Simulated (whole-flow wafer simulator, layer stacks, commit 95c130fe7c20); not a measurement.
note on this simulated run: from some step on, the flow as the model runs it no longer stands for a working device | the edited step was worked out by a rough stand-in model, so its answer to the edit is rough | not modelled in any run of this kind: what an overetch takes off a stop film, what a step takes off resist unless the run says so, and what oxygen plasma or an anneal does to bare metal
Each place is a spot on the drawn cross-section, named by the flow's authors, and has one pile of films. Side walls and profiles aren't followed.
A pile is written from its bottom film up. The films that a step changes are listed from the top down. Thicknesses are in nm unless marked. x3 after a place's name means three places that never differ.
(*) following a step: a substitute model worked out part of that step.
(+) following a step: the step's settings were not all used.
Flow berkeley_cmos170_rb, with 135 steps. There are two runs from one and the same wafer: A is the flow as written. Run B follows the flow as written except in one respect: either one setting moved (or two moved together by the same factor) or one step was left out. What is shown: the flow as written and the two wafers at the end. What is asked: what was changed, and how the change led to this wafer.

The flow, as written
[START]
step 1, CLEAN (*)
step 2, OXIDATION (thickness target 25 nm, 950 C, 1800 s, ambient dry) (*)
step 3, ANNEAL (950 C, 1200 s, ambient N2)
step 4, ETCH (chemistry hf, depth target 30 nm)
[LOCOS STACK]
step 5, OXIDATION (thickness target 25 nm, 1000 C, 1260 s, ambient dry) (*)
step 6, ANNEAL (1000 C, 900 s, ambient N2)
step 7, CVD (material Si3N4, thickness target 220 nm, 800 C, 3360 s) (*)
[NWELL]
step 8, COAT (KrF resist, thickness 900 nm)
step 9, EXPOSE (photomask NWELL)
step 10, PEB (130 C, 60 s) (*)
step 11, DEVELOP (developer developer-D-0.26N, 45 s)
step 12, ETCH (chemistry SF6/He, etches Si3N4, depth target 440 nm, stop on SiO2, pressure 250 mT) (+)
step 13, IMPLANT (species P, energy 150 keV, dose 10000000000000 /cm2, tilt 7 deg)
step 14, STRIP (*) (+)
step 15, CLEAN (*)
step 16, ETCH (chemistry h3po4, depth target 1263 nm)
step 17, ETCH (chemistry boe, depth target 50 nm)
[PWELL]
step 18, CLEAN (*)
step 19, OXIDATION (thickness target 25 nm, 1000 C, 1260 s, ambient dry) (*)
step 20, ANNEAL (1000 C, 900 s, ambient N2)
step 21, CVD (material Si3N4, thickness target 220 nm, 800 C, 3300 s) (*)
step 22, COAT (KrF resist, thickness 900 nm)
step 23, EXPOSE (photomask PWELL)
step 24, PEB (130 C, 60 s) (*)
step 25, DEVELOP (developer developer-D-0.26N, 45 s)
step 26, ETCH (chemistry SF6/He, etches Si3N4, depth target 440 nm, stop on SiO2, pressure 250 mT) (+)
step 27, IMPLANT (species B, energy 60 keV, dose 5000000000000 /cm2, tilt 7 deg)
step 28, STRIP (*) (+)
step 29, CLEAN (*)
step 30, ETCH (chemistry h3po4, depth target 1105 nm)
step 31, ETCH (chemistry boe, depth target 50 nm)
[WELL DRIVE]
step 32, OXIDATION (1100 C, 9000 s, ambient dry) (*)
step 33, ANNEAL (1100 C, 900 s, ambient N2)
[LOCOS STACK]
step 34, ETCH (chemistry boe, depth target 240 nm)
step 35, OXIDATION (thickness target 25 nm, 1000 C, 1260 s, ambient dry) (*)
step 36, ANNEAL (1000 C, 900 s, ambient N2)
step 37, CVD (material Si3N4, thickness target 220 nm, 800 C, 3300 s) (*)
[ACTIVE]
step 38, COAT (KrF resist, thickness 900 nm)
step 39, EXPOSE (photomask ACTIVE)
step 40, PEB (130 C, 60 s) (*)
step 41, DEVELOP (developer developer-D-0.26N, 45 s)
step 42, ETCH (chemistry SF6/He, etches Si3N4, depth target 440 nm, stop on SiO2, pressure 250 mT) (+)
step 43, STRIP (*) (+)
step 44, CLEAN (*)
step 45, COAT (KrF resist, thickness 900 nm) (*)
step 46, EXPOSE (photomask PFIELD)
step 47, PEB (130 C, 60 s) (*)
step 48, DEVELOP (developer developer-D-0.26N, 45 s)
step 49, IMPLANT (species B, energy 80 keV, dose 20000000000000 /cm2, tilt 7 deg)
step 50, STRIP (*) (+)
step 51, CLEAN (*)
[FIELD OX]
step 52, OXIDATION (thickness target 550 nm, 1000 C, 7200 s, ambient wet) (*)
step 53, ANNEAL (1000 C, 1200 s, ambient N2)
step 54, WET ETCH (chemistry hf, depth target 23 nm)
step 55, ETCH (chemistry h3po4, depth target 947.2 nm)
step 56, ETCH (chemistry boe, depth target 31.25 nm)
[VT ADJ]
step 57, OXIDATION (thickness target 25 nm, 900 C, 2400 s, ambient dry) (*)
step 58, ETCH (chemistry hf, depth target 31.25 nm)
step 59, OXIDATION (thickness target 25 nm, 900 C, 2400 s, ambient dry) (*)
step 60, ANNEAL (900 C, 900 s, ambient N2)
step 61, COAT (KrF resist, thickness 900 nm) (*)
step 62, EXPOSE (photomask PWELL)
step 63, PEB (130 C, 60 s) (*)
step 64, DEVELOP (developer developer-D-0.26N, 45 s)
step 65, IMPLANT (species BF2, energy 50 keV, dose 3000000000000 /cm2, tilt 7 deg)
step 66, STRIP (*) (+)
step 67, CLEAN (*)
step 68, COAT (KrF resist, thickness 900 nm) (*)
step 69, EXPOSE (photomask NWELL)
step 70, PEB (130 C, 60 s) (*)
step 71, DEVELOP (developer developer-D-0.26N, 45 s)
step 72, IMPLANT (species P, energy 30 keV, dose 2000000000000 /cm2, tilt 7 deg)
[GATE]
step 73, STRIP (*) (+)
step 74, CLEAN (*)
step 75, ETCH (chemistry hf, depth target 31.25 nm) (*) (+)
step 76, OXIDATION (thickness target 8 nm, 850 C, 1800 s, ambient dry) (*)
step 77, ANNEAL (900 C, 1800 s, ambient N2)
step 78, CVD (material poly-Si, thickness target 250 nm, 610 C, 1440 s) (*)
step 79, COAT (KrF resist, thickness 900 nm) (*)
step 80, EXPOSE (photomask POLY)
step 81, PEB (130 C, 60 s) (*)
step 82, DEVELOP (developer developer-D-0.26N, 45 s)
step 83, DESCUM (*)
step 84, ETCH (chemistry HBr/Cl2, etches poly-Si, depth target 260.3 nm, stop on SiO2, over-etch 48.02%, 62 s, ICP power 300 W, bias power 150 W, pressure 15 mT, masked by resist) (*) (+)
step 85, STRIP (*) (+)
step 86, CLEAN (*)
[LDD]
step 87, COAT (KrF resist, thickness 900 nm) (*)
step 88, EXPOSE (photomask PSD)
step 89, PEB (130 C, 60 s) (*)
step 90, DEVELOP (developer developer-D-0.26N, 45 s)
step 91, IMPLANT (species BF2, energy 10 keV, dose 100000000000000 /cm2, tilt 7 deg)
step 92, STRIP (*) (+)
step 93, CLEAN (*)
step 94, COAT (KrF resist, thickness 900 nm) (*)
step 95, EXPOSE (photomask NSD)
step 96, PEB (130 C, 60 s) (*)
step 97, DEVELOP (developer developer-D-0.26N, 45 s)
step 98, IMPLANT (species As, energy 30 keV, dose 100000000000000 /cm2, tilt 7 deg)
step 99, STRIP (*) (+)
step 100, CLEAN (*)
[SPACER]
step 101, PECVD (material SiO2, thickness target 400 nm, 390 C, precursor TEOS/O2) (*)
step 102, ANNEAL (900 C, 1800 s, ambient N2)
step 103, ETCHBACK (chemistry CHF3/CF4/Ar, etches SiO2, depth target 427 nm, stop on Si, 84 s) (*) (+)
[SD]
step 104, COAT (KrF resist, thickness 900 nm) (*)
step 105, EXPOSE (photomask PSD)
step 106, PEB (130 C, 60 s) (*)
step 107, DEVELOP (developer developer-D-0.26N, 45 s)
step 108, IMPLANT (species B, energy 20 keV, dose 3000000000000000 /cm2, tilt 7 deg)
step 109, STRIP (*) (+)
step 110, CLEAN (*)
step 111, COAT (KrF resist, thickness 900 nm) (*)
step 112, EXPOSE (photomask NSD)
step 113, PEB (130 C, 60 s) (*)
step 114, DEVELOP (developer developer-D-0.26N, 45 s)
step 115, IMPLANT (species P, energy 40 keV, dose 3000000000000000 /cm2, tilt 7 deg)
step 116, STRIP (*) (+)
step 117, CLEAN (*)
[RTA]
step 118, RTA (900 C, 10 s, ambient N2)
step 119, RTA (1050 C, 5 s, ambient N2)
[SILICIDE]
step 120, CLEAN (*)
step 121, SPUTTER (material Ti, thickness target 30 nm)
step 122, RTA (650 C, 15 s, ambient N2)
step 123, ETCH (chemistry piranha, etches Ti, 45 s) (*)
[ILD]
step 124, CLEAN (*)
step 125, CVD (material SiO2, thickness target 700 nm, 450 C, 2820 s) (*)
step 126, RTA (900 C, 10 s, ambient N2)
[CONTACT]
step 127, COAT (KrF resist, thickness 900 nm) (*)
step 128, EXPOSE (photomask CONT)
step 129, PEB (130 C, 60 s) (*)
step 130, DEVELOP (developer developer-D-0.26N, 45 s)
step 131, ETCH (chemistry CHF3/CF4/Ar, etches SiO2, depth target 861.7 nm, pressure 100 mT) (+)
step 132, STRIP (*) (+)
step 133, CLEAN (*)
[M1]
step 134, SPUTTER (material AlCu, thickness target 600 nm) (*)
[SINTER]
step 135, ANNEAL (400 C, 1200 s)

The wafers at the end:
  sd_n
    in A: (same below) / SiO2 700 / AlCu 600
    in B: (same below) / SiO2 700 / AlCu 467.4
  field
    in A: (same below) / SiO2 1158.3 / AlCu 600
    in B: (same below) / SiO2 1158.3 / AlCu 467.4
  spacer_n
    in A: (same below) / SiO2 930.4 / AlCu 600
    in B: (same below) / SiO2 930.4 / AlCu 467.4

The reason: step 134, SPUTTER: thickness target 467.4 nm was run, though the flow has thickness target 600 nm.
The wafer lets one read it off: sd_n has AlCu 467.4, and step 134 as written asks for 600 nm.

The path from the change to this, step by step:
  step 134, SPUTTER (material AlCu, thickness target 600 nm) (*)
      field, sd_n, spacer_n, gate, spacer_p, gate_p, m1: A +600 AlCu (new film) | B +467.4 AlCu (new film)
      sd_p: A +545.9 AlCu (new film) | B +420.5 AlCu (new film)
      (also at 1 further place)
